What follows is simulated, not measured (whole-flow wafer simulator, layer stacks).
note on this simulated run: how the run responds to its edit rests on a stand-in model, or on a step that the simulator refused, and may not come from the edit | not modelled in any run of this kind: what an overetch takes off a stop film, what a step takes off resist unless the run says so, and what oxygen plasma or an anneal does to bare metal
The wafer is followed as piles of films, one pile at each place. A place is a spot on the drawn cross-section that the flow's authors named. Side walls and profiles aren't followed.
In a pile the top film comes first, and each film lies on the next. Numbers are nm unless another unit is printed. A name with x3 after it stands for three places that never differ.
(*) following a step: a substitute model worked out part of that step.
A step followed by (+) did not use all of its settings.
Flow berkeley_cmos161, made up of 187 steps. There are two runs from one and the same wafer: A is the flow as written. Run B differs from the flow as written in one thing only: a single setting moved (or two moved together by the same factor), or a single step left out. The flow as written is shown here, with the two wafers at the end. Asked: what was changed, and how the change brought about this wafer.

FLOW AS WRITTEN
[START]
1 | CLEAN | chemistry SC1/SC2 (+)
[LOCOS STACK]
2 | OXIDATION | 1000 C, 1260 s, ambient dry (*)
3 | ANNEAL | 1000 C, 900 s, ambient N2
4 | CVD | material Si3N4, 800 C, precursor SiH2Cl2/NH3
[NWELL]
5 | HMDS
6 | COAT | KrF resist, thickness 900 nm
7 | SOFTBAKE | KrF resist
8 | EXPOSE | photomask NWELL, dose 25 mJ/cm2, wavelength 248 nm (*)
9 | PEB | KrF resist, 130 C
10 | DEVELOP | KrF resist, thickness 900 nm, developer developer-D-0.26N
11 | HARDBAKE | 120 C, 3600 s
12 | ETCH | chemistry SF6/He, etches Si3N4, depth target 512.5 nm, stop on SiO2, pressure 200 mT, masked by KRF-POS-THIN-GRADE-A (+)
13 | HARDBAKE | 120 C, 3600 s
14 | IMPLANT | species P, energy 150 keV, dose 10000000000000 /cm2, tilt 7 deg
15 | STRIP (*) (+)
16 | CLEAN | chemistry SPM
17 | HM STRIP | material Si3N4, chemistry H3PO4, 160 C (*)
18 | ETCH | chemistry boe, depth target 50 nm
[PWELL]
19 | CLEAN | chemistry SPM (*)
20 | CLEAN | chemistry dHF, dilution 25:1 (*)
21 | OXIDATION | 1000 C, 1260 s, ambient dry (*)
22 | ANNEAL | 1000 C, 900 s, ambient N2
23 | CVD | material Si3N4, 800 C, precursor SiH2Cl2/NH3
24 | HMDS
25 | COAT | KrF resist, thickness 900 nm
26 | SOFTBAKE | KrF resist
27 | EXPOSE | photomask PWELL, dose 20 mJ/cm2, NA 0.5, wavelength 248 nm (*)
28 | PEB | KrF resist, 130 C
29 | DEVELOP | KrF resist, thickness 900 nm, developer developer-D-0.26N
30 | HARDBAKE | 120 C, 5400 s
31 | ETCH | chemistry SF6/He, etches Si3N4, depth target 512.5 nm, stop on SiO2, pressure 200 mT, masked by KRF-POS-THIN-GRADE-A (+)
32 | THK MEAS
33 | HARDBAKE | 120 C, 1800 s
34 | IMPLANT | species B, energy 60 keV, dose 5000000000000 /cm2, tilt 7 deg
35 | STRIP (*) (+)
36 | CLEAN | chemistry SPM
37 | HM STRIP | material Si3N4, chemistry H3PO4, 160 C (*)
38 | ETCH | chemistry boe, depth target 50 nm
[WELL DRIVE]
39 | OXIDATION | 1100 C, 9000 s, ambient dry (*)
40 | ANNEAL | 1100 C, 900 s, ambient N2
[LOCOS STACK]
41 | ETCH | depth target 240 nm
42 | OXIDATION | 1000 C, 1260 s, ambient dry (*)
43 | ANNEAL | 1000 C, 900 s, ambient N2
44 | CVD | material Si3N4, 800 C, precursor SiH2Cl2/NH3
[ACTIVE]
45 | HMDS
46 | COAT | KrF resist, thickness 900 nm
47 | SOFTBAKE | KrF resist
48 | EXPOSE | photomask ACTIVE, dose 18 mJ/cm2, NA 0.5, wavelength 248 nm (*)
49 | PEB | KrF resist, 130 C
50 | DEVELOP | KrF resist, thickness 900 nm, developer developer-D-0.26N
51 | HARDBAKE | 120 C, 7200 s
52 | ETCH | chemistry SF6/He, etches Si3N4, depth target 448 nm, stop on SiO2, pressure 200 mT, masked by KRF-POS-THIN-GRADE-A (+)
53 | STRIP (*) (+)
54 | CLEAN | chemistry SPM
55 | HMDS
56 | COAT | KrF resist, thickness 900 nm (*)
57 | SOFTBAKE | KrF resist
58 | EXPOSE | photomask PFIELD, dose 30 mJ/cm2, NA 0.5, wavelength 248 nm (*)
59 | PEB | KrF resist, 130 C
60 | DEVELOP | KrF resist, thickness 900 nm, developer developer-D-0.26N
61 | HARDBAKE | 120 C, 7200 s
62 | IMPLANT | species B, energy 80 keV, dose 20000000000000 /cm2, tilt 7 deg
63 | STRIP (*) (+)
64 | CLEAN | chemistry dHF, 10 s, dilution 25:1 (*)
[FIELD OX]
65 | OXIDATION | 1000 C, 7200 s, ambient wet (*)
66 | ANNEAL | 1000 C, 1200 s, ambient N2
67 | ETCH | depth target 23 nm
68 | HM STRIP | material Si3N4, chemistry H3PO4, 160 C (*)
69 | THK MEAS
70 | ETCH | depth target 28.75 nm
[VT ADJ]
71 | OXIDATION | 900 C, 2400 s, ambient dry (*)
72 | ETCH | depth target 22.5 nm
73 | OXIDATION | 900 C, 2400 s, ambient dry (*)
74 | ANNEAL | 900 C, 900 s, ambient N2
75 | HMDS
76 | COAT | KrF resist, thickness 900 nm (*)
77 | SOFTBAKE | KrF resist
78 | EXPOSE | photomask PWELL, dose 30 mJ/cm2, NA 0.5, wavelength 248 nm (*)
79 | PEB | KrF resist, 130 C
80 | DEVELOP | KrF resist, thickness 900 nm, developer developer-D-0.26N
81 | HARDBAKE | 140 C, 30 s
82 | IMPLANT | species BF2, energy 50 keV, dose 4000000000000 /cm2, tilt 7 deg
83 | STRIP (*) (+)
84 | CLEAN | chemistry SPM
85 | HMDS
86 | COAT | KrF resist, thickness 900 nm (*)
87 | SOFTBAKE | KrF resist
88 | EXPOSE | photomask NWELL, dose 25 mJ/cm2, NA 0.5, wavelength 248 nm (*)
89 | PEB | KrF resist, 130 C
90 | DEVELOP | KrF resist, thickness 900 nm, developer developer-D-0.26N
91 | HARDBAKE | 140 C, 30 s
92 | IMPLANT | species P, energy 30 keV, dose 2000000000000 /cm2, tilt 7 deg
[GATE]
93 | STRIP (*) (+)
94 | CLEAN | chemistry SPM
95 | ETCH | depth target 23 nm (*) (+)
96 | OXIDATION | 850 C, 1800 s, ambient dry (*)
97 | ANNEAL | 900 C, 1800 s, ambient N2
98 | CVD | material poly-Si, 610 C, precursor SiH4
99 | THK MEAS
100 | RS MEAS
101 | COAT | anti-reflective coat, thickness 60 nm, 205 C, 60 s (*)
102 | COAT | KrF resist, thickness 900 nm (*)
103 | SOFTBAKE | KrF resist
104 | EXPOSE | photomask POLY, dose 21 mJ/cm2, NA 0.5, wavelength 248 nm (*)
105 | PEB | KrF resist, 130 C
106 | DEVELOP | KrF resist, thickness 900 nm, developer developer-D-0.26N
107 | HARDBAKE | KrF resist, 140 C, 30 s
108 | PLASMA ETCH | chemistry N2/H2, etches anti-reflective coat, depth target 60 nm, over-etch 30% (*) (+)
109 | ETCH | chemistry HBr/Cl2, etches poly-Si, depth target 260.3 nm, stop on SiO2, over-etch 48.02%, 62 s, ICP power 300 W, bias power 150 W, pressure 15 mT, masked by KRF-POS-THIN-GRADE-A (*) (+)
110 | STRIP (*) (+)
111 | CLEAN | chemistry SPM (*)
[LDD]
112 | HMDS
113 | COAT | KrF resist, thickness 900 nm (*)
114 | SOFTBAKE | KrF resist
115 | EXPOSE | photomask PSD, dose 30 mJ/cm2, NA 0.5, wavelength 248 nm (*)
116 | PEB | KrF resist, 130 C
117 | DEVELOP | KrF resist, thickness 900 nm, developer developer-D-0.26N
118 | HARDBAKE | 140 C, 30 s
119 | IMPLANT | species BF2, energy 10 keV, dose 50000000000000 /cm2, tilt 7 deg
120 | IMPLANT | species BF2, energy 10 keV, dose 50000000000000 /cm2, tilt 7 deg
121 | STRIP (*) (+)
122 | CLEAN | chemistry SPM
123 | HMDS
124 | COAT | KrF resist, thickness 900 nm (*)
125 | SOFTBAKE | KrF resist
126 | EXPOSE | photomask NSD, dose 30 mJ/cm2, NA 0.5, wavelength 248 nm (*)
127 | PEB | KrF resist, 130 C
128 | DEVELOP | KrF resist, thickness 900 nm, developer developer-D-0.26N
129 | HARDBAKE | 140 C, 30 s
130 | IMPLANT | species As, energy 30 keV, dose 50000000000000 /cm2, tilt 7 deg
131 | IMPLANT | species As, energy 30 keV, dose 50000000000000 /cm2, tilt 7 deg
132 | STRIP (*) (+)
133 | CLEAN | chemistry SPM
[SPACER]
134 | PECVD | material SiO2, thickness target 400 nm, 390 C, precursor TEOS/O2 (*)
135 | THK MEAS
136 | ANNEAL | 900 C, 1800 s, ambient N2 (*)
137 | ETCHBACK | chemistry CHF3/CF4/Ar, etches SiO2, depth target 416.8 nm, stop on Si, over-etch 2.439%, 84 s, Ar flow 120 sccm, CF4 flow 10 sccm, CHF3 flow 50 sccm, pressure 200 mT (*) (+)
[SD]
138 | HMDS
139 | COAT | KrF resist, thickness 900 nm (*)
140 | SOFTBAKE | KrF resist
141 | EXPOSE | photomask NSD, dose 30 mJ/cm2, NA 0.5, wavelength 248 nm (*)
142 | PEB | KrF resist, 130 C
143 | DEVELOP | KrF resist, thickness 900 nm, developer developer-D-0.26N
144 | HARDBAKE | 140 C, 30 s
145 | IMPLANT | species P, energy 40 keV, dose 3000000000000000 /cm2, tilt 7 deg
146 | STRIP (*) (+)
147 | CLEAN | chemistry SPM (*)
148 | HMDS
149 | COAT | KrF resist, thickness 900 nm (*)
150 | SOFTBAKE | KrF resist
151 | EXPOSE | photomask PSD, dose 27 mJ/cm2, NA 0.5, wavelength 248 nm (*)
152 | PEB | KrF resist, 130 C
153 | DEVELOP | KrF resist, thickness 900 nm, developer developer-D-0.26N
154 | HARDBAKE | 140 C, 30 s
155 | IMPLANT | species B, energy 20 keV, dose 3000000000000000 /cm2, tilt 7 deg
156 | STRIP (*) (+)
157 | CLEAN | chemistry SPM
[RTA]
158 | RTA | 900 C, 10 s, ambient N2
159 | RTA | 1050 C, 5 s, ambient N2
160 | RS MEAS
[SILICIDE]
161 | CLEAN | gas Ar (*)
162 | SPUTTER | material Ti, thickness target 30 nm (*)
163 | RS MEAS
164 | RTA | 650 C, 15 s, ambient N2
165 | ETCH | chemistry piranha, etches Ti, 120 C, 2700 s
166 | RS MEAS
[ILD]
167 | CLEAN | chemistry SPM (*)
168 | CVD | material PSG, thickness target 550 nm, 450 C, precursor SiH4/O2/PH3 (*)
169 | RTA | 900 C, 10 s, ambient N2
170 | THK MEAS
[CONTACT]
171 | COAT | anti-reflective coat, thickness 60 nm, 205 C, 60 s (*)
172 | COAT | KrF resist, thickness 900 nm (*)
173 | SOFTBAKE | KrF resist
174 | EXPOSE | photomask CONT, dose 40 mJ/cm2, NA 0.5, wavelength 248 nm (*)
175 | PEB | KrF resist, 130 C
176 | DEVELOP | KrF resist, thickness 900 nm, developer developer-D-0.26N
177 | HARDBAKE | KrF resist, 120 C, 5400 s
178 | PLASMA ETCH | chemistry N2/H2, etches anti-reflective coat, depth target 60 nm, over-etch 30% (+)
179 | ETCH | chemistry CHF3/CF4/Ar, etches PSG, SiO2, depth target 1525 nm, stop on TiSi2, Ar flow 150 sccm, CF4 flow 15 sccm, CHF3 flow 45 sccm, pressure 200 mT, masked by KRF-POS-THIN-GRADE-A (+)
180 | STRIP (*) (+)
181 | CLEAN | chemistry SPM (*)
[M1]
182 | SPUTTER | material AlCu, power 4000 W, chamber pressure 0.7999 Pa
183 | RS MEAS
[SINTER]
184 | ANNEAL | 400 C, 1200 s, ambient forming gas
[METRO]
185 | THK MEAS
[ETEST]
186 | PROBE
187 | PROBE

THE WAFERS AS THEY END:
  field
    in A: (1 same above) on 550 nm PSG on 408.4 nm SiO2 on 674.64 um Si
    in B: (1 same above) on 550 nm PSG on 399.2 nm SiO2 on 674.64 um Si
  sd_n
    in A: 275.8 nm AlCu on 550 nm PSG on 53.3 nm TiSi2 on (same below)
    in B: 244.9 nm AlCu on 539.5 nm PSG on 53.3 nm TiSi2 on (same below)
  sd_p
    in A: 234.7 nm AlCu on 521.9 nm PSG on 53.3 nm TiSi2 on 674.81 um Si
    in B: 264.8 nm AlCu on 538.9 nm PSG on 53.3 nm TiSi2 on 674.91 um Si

The reason: step 37, HM STRIP: material Si3N4, chemistry H3PO4, 160 C (*), was omitted.

How this came from the change, step by step:
  38 | ETCH | chemistry boe, depth target 50 nm
      sd_p, spacer_p, gate_p, m1: A SiO2 loses 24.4 (all of it) | B nothing
      field, sd_n, spacer_n, gate_n, contact: A SiO2 loses 12.2 (all of it) | B SiO2 loses 21.8 (all of it)
  39 | OXIDATION | 1100 C, 9000 s, ambient dry (*)
      sd_p, spacer_p, gate_p, m1: A SiO2 gains 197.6 (new film), Si loses 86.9 | B nothing
  41 | ETCH | depth target 240 nm
      sd_p, spacer_p, gate_p, m1: A SiO2 loses 197.6 (all of it) | B nothing
  42 | OXIDATION | 1000 C, 1260 s, ambient dry (*)
      sd_p, spacer_p, gate_p, m1: A SiO2 gains 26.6 (new film), Si loses 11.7 | B nothing
  44 | CVD | material Si3N4, 800 C, precursor SiH2Cl2/NH3
      sd_p, spacer_p, gate_p, m1: A Si3N4 gains 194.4 (new film) | B Si3N4 gains 194.4
  46 | COAT | KrF resist, thickness 900 nm
      sd_n: A KrF resist gains 900 (new film) | B KrF resist gains 929.6 (new film)
      sd_p: A KrF resist gains 900 (new film) | B KrF resist gains 744.2 (new film)
      (as well as at 4 more places)
  51 | HARDBAKE | 120 C, 7200 s
      sd_p: A KrF resist loses 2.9 | B KrF resist loses 2.3
      m1: A KrF resist loses 2.9 | B KrF resist loses 2.09
  53 | STRIP (*) (+)
      sd_n: A KrF resist loses 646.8 (all of it) | B KrF resist loses 676.2 (all of it)
      sd_p: A KrF resist loses 646.8 (all of it) | B KrF resist loses 491.9 (all of it)
      (as well as at 4 more places)
  56 | COAT | KrF resist, thickness 900 nm (*)
      sd_n: A KrF resist gains 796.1 (new film) | B KrF resist gains 818.9 (new film)
      sd_p: A KrF resist gains 813.7 (new film) | B KrF resist gains 670.7 (new film)
      (as well as at 4 more places)
  61 | HARDBAKE | 120 C, 7200 s
      sd_p: A KrF resist loses 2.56 | B KrF resist loses 2.05
      m1: A KrF resist loses 2.5 | B KrF resist loses 1.81
  63 | STRIP (*) (+)
      sd_n: A KrF resist loses 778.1 (all of it) | B KrF resist loses 800.8 (all of it)
      sd_p: A KrF resist loses 795.7 (all of it) | B KrF resist loses 653.4 (all of it)
      (as well as at 4 more places)
  65 | OXIDATION | 1000 C, 7200 s, ambient wet (*)
      sd_p: A SiO2 gains 12.1 (new film), Si3N4 loses 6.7, SiO2 gains 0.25, Si loses 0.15 | B SiO2 gains 12.1 (new film), Si3N4 loses 6.7
  68 | HM STRIP | material Si3N4, chemistry H3PO4, 160 C (*)
      sd_p, spacer_p, gate_p, m1: A Si3N4 loses 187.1 (all of it), SiO2 loses 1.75 | B Si3N4 loses 416.9 (all of it), SiO2 loses 3.91
      field: A SiO2 loses 7.6 | B SiO2 loses 16.9
  70 | ETCH | depth target 28.75 nm
      spacer_p, gate_p, m1: A SiO2 loses 24.8 (all of it) | B SiO2 loses 22.6 (all of it)
      sd_p: A SiO2 loses 25 (all of it) | B SiO2 loses 22.7 (all of it)
  76 | COAT | KrF resist, thickness 900 nm (*)
      sd_p: A KrF resist gains 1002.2 (new film) | B KrF resist gains 949.6 (new film)
      spacer_p: A KrF resist gains 981.1 (new film) | B KrF resist gains 940.2 (new film)
      (as well as at 2 more places)
  81 | HARDBAKE | 140 C, 30 s
      sd_p: A KrF resist loses 162.1 | B KrF resist loses 153.8
      spacer_p: A KrF resist loses 158.7 | B KrF resist loses 152.2
      (as well as at 2 more places)
  ... 31 other steps ...
  182 | SPUTTER | material AlCu, power 4000 W, chamber pressure 0.7999 Pa
      sd_n: A AlCu gains 275.8 (new film) | B AlCu gains 244.9 (new film)
      sd_p: A AlCu gains 234.7 (new film) | B AlCu gains 264.8 (new film)
